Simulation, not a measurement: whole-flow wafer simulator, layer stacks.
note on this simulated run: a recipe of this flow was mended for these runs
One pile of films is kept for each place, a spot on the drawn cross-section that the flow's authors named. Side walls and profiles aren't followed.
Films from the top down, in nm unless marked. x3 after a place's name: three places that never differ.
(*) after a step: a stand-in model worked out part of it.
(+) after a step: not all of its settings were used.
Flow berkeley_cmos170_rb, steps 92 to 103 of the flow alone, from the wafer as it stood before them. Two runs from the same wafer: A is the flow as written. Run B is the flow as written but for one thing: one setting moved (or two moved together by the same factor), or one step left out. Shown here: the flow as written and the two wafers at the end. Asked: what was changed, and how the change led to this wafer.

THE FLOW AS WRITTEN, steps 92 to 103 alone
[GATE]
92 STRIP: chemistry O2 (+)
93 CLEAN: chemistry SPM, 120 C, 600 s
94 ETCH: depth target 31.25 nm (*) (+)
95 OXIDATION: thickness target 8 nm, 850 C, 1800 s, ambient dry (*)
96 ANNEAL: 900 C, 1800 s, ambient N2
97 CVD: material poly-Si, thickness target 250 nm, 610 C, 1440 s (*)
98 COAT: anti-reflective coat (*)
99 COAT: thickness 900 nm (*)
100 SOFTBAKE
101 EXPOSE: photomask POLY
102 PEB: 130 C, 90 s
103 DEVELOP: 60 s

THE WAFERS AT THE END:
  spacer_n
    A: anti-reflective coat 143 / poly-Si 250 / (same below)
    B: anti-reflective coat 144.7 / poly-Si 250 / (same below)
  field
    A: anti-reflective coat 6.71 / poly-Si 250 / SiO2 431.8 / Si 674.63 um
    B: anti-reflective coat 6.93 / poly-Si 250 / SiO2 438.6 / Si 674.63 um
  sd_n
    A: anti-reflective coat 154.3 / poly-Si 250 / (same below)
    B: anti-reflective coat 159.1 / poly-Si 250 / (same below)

The cause: step 94, ETCH: depth target 24.5 nm was run, where the flow has depth target 31.25 nm.

How the change led to this, step by step:
  94 ETCH: depth target 31.25 nm (*) (+)
      field: A SiO2 -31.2 | B SiO2 -24.5
  98 COAT: anti-reflective coat (*)
      sd_n: A anti-reflective coat +154.3 (new film) | B anti-reflective coat +159.1 (new film)
